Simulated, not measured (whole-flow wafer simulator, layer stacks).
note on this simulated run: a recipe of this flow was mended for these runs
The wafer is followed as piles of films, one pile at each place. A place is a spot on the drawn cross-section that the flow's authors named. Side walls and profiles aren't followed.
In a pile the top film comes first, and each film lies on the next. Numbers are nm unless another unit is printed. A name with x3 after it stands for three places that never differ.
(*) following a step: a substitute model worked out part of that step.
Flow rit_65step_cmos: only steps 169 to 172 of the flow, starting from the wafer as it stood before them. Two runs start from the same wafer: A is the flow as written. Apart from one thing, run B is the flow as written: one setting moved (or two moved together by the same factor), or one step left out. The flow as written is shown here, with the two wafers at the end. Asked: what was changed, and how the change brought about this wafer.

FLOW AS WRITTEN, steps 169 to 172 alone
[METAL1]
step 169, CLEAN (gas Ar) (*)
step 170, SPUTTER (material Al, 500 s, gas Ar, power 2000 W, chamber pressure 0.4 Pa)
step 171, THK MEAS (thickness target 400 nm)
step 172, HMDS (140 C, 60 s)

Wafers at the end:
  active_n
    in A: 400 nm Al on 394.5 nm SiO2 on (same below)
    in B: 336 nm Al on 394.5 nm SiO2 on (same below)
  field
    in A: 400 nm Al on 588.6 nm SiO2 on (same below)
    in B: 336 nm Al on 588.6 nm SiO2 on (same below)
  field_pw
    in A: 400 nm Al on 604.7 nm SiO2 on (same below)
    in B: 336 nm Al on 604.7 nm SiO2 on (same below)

Cause: step 170, SPUTTER: power 1680 W was run, whereas the flow has power 2000 W.

How this came from the change, step by step:
  step 170, SPUTTER (material Al, 500 s, gas Ar, power 2000 W, chamber pressure 0.4 Pa)
      field, field_pw, field_nw and 10 more: A +400 Al (new film) | B +336 Al (new film)
      contact: A +255.4 Al (new film) | B +217.4 Al (new film)
